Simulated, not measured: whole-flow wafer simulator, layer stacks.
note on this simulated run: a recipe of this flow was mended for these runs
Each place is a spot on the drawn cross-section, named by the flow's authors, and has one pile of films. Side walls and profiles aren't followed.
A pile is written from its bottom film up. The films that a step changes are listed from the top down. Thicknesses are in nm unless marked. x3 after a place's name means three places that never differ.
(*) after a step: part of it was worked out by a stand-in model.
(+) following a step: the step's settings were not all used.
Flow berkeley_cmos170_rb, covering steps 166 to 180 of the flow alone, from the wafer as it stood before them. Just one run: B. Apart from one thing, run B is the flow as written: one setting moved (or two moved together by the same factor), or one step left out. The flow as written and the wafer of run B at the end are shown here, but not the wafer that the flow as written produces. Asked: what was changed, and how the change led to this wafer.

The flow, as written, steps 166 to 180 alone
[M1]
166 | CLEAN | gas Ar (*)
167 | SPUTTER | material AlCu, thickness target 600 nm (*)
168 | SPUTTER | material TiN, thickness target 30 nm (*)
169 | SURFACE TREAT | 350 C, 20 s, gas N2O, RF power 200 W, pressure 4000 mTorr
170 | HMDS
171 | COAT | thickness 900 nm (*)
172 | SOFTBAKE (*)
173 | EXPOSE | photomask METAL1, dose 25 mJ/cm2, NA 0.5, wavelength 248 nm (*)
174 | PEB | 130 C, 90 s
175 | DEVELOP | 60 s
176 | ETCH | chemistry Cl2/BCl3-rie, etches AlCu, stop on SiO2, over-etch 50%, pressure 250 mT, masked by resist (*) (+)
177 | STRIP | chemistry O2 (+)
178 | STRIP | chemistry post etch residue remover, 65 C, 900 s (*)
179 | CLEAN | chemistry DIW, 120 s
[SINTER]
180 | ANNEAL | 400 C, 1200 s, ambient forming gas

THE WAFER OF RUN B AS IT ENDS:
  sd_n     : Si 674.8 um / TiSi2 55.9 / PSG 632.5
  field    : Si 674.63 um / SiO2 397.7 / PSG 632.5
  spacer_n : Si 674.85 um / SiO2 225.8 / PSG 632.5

The reason: step 176, ETCH: over-etch 78.8% was run, while the flow as written has over-etch 50%.

The path from the change to this, step by step:
  176 | ETCH | chemistry Cl2/BCl3-rie, etches AlCu, stop on SiO2, over-etch 50%, pressure 250 mT, masked by resist (*) (+)
      field, sd_n, spacer_n, gate, spacer_p, gate_p: -30 TiN (all of it), -600 AlCu (all of it), -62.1 PSG (as written it would have been: -30 TiN (all of it), -600 AlCu (all of it), -39.4 PSG)
      contact, m1: -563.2 KrF-resist (as written it would have been: -472.5 KrF-resist)
      (as well as at 1 more place)
  177 | STRIP | chemistry O2 (+)
      contact: -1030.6 KrF-resist (all of it) (as written it would have been: -1121.3 KrF-resist (all of it))
      m1: -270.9 KrF-resist (all of it) (as written it would have been: -361.6 KrF-resist (all of it))
